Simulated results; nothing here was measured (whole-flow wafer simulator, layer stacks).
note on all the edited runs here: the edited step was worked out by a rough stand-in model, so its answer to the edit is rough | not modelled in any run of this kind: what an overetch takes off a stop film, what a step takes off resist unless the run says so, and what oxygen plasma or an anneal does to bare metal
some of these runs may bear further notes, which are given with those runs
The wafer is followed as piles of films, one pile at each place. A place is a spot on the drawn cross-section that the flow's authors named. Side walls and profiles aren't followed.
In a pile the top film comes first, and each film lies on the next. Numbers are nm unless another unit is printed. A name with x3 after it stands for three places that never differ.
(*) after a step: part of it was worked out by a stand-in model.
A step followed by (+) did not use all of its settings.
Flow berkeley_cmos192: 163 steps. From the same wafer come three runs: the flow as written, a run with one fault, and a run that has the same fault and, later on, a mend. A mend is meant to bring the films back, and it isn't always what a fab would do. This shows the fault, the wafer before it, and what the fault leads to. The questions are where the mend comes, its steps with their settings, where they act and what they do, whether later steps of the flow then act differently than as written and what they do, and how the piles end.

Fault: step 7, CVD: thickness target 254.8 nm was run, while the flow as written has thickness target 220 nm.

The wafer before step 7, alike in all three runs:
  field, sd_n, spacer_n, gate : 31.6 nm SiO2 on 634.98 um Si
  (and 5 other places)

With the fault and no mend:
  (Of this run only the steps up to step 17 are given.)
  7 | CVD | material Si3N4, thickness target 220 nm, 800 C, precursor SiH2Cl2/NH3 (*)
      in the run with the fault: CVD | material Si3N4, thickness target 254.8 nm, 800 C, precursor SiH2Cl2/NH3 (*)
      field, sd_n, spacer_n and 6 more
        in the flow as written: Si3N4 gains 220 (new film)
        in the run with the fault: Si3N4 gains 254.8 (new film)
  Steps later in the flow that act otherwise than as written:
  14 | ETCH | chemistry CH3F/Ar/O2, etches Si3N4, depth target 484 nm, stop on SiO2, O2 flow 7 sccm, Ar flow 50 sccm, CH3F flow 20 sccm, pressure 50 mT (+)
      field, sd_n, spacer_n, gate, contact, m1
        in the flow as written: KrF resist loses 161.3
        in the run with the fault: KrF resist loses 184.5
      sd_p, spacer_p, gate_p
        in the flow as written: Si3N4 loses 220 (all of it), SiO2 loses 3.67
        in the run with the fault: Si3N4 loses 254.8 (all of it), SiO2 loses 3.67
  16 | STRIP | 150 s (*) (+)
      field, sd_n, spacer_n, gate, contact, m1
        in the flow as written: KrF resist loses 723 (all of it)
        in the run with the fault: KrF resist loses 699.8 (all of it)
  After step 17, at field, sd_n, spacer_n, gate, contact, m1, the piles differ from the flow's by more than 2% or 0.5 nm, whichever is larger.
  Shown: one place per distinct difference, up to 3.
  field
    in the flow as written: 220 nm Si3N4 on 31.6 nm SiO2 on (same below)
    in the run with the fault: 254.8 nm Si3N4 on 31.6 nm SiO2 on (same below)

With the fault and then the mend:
  The mend stands after step 7.
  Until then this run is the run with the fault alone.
  7a | ETCH | chemistry h3po4, depth target 34.8 nm
      field, sd_n, spacer_n and 6 more
        Si3N4 loses 34.8
  Every later step of the flow that is run acts as written at every place that is followed.
  At every place that both follow, the piles at the end match the flow's.
